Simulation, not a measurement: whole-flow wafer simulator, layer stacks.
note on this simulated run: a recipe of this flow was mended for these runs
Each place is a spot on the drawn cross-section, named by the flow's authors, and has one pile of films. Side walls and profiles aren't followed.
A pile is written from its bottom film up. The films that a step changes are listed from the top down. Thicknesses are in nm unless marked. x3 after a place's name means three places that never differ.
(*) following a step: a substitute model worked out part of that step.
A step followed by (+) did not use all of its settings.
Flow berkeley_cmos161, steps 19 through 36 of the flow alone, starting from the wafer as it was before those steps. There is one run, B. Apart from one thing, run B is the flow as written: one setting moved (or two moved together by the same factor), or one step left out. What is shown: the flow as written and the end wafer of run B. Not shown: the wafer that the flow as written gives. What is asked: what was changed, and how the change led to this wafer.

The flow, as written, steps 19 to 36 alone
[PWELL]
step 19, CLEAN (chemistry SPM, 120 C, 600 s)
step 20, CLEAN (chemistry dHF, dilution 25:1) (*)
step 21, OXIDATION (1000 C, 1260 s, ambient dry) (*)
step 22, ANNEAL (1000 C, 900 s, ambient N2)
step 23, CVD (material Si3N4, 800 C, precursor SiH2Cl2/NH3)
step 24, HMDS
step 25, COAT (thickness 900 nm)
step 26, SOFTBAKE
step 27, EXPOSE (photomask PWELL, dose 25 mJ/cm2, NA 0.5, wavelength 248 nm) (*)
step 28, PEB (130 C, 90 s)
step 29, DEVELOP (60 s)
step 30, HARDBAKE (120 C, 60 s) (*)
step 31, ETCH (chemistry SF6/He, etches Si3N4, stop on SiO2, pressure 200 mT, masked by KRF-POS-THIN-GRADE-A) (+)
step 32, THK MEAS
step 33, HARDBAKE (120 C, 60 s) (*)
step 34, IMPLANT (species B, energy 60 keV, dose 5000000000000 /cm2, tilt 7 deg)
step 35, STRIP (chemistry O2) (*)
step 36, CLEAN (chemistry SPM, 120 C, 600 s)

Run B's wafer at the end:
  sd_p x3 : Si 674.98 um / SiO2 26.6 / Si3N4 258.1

What caused this: step 23, CVD: 812 C was run, though the flow has 800 C.

The path from the change to this, step by step:
  step 23, CVD (material Si3N4, 800 C, precursor SiH2Cl2/NH3)
      field x6, sd_p x3: Si3N4 gains 258.1 (new film) (as written it would have been: Si3N4 gains 229.8 (new film))
  step 31, ETCH (chemistry SF6/He, etches Si3N4, stop on SiO2, pressure 200 mT, masked by KRF-POS-THIN-GRADE-A) (+)
      field x6: Si3N4 loses 258.1 (all of it), SiO2 loses 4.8 (as written it would have been: Si3N4 loses 229.8 (all of it), SiO2 loses 4.8)
      sd_p x3: KrF-resist loses 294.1 (as written it would have been: KrF-resist loses 263.3)
  step 35, STRIP (chemistry O2) (*)
      sd_p x3: KrF-resist loses 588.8 (all of it) (as written it would have been: KrF-resist loses 619.6 (all of it))
